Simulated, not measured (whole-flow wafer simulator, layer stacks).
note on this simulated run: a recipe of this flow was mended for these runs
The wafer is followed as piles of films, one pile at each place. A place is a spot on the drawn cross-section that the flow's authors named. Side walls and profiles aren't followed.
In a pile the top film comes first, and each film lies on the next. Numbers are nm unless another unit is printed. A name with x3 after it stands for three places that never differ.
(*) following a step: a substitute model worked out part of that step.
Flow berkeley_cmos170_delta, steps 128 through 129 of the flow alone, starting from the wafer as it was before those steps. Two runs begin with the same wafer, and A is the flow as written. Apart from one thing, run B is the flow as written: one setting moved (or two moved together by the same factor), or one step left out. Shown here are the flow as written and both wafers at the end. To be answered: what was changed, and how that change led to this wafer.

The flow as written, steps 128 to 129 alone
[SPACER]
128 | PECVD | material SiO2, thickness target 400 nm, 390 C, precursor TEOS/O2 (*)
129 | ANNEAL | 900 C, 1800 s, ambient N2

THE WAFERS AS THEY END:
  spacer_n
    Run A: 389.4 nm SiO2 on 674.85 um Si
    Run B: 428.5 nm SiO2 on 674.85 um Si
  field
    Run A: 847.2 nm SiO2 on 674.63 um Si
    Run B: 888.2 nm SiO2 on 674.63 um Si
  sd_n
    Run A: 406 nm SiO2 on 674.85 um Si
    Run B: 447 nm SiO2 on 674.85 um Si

Cause: step 128, PECVD: thickness target 441 nm was run, while the flow as written has thickness target 400 nm.

Step by step, how the change led to this:
  128 | PECVD | material SiO2, thickness target 400 nm, 390 C, precursor TEOS/O2 (*)
      field, sd_n, contact, m1: A SiO2 gains 400 | B SiO2 gains 441
      spacer_n, sd_p, spacer_p: A SiO2 gains 383.7 | B SiO2 gains 422.8
      (as well as at 2 more places)
